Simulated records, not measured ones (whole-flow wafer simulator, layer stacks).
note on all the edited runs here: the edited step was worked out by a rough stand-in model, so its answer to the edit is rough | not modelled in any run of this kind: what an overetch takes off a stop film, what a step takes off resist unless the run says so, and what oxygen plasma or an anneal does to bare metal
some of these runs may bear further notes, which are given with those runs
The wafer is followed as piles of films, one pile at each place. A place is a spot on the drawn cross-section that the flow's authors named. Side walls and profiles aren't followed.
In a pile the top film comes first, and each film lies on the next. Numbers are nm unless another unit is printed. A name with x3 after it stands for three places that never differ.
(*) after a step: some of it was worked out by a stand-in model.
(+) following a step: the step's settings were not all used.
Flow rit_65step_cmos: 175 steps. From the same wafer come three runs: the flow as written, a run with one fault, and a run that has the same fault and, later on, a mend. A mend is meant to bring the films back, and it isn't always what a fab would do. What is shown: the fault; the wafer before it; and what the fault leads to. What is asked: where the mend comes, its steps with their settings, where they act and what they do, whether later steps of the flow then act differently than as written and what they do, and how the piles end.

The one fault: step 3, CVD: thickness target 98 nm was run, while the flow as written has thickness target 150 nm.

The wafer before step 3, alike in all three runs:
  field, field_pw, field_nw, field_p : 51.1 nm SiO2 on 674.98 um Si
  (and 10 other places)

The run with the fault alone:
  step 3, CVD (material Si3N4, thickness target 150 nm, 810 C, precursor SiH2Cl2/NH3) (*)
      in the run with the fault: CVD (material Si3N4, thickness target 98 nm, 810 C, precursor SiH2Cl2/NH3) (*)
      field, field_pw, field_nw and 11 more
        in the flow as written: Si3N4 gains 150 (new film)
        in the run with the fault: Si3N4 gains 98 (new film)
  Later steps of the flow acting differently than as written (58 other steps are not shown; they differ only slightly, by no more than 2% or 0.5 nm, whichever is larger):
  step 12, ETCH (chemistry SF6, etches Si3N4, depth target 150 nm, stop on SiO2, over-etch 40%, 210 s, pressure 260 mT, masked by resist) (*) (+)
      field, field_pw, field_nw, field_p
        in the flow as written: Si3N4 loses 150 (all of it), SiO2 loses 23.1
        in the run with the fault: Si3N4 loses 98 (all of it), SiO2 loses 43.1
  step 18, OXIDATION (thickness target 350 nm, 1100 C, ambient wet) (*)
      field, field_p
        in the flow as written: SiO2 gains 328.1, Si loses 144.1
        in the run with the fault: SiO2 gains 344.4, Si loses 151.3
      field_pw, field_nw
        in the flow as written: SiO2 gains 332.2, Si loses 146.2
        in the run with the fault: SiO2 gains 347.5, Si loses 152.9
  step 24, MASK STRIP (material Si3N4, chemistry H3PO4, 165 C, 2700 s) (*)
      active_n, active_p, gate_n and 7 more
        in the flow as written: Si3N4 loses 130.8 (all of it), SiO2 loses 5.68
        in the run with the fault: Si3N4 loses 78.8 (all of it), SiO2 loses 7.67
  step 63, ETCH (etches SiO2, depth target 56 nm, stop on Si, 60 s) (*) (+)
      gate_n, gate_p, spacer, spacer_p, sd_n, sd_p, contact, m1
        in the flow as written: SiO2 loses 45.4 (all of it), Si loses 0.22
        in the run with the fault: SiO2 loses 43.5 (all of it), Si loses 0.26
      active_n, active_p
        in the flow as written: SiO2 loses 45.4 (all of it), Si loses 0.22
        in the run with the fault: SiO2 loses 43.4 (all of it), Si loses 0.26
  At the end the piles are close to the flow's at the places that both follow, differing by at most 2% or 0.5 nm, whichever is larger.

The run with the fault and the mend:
  The mend follows step 4.
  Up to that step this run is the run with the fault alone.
  step 4a, CVD (material Si3N4, thickness target 52 nm, 810 C, precursor SiH2Cl2/NH3) (*) (a further turn of the flow's step 3, with different settings)
      field, field_pw, field_nw and 11 more
        Si3N4 gains 52
  None of the later steps of the flow acts differently than as written at any place that is followed.
  By the end, the piles equal the flow's at every place that both follow.
